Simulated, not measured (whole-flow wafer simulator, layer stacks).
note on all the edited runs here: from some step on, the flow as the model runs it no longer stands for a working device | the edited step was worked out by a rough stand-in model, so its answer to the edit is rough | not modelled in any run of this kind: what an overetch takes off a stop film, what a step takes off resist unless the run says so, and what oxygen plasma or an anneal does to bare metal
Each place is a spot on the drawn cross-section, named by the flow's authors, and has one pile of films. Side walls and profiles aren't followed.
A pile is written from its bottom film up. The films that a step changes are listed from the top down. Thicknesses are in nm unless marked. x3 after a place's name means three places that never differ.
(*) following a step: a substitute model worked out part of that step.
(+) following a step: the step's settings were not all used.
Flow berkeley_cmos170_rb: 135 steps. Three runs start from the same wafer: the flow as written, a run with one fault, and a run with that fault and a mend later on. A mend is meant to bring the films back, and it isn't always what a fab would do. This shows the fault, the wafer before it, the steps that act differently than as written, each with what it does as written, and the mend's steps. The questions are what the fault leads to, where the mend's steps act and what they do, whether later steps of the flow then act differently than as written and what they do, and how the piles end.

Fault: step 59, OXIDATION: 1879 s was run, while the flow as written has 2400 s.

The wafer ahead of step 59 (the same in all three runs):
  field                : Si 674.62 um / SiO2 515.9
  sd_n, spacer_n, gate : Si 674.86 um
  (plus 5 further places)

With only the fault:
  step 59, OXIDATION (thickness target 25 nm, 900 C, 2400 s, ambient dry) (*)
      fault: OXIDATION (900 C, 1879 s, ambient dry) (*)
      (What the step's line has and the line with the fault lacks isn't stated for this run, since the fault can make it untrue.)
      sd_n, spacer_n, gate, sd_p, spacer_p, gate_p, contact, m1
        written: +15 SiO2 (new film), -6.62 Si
        fault: +12.9 SiO2 (new film), -5.67 Si
  Steps further on in the flow that do not act as written (not shown: 30 more steps that differ only slightly, by at most 2% or 0.5 nm, whichever is larger):
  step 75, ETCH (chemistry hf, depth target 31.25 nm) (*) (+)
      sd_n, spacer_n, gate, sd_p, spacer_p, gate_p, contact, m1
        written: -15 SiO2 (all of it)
        fault: -12.9 SiO2 (all of it)
  When the end is reached, the piles differ only a little from the flow's at the places that both follow, at most by 2% or 0.5 nm, whichever is larger.

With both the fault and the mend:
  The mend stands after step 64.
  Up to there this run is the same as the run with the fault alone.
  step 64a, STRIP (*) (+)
      sd_p
        -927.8 KrF resist (all of it)
      spacer_p
        -911.1 KrF resist (all of it)
      gate_p
        -910.2 KrF resist (all of it)
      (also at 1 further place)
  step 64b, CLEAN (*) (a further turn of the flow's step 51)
      alters no film at any place that is followed
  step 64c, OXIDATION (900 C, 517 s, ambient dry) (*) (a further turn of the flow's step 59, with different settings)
      sd_n, spacer_n, gate, sd_p, spacer_p, gate_p, contact, m1
        +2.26 SiO2, -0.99 Si
      field
        +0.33 SiO2, -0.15 Si
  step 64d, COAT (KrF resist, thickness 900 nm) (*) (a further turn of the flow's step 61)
      field
        +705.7 KrF resist (new film)
      sd_n
        +957.4 KrF resist (new film)
      spacer_n
        +924.9 KrF resist (new film)
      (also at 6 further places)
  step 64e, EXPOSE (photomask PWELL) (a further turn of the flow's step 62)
      alters no film at any place that is followed
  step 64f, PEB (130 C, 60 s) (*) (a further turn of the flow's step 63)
      alters no film at any place that is followed
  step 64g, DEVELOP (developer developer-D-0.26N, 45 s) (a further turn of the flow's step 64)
      sd_p, spacer_p, gate_p, m1
        -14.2 KrF resist
      field
        -705.7 KrF resist (all of it)
      sd_n
        -957.4 KrF resist (all of it)
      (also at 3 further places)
  None of the later steps of the flow differs from how it acts as written, at any place that is followed, by more than 2% or 0.5 nm, whichever is larger.
  When the end is reached, the piles differ only a little from the flow's at the places that both follow, at most by 2% or 0.5 nm, whichever is larger.
